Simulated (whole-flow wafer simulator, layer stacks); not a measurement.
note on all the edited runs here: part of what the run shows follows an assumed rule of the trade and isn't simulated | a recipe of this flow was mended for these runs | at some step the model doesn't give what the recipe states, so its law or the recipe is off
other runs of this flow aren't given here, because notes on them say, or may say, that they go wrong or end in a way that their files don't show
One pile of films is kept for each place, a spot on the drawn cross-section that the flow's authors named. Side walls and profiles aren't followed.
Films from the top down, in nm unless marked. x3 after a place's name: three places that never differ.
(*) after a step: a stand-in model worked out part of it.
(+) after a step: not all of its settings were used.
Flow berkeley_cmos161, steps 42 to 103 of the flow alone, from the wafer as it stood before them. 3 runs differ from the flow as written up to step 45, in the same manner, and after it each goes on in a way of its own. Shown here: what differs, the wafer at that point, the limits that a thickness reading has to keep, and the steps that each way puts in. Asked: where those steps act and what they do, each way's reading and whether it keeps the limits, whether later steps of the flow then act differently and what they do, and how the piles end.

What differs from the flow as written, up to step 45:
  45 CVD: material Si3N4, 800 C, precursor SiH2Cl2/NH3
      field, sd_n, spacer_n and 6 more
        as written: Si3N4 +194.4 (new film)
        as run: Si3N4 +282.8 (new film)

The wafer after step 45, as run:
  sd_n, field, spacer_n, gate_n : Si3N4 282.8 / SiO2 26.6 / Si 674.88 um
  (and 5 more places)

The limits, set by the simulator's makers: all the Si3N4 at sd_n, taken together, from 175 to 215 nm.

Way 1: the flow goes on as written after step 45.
  The reading after step 45: 282.8 nm, outside the limits.
  Later steps of the flow that act differently than as written (14 more steps differ only slightly, by at most 2% or 0.5 nm, whichever is larger, and aren't shown):
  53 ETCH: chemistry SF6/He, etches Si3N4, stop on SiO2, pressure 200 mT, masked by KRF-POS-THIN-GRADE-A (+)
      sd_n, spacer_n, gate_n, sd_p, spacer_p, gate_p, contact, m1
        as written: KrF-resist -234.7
        this way: KrF-resist -330.8
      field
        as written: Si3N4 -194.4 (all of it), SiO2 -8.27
        this way: Si3N4 -282.8 (all of it), SiO2 -8.27
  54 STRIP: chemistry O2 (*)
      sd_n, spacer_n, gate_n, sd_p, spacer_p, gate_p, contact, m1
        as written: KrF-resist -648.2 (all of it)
        this way: KrF-resist -552.2 (all of it)
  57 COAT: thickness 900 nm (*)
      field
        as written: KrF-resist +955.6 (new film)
        this way: KrF-resist +980.6 (new film)
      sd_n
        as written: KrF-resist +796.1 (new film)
        this way: KrF-resist +751.4 (new film)
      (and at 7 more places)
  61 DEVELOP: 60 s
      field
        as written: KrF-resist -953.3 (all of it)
        this way: KrF-resist -978.3 (all of it)
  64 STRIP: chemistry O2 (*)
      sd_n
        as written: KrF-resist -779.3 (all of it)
        this way: KrF-resist -734.8 (all of it)
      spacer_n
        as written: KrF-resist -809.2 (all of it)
        this way: KrF-resist -779.1 (all of it)
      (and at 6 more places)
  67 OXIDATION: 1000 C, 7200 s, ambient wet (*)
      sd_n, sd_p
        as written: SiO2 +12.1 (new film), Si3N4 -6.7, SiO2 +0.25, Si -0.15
        this way: SiO2 +12.1 (new film), Si3N4 -6.7
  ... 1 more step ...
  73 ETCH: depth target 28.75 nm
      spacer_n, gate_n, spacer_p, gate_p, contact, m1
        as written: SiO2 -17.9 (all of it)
        this way: SiO2 -13.7 (all of it)
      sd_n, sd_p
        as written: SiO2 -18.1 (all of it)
        this way: SiO2 -13.7 (all of it)
  At the end the piles differ from the flow's only slightly at the places that both follow, by at most 2% or 0.5 nm, whichever is larger.

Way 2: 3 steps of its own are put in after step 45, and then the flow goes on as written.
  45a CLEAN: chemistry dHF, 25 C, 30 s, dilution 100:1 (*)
      field, sd_n, spacer_n and 6 more
        Si3N4 -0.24
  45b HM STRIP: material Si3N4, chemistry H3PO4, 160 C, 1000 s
      field, sd_n, spacer_n and 6 more
        Si3N4 -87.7
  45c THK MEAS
      changes no film at any place that is followed
  The reading after step 45c: 194.9 nm, within the limits.
  No later step of the flow acts differently than as written, at any place that is followed, by more than 2% or 0.5 nm, whichever is larger.
  At the end the piles are the same as the flow's at every place that both follow.

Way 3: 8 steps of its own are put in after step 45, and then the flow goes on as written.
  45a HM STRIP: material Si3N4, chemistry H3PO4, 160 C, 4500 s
      field, sd_n, spacer_n and 6 more
        Si3N4 -282.8 (all of it), SiO2 -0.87
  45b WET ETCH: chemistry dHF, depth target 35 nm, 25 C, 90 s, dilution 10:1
      field, sd_n, spacer_n and 6 more
        SiO2 -25.7 (all of it)
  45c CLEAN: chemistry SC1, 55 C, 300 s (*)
      field, sd_n, spacer_n and 6 more
        chemical SiO2 +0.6 (new film), Si -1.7
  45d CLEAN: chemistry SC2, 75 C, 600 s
      changes no film at any place that is followed
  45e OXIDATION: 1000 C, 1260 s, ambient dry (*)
      field, sd_n, spacer_n and 6 more
        SiO2 +26.6 (new film), chemical SiO2 -0.6 (all of it), Si -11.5
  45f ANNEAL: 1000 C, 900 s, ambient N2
      changes no film at any place that is followed
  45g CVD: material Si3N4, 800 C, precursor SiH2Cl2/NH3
      field, sd_n, spacer_n and 6 more
        Si3N4 +194.4 (new film)
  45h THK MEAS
      changes no film at any place that is followed
  The reading after step 45h: 194.4 nm, within the limits.
  No later step of the flow acts differently than as written, at any place that is followed, by more than 2% or 0.5 nm, whichever is larger.
  At the end the piles differ from the flow's only slightly at the places that both follow, by at most 2% or 0.5 nm, whichever is larger.

Within the limits: way 2, way 3. Outside them: way 1.
